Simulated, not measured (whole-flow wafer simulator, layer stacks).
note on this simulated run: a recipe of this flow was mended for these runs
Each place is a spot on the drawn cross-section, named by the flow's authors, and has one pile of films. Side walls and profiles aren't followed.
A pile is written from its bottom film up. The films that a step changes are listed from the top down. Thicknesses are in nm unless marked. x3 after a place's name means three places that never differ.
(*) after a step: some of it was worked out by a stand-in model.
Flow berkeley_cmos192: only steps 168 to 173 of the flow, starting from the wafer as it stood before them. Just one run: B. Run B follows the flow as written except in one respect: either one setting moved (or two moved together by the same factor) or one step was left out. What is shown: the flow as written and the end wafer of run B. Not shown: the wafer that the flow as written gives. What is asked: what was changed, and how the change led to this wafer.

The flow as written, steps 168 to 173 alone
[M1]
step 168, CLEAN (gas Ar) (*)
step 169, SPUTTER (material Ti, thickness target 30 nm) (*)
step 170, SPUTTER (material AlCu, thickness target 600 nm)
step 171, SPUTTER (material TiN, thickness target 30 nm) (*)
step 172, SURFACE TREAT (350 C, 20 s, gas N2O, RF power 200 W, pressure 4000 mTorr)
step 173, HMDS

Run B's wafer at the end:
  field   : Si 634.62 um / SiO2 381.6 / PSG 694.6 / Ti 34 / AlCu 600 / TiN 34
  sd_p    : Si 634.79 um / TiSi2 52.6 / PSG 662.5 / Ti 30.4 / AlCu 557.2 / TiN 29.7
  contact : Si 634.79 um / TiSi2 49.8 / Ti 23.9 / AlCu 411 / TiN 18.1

Cause: step 169, SPUTTER: thickness target 34 nm was run, whereas the flow has thickness target 30 nm; step 171, SPUTTER: thickness target 34 nm was run, where the flow has thickness target 30 nm.
One can read it off the wafer: field has Ti 34, and step 169 as written asks for 30 nm.

How this came from the change, step by step:
  step 169, SPUTTER (material Ti, thickness target 30 nm) (*)
      field, sd_n, spacer_n, gate, spacer_p, gate_p, m1: Ti gains 34 (new film) (in the flow as written it would be: Ti gains 30 (new film))
      sd_p: Ti gains 30.4 (new film) (in the flow as written it would be: Ti gains 26.8 (new film))
      (also at 1 further place)
  step 171, SPUTTER (material TiN, thickness target 30 nm) (*)
      field, sd_n, spacer_n, gate, spacer_p, gate_p, m1: TiN gains 34 (new film) (in the flow as written it would be: TiN gains 30 (new film))
      sd_p: TiN gains 29.7 (new film) (in the flow as written it would be: TiN gains 26.2 (new film))
      (also at 1 further place)
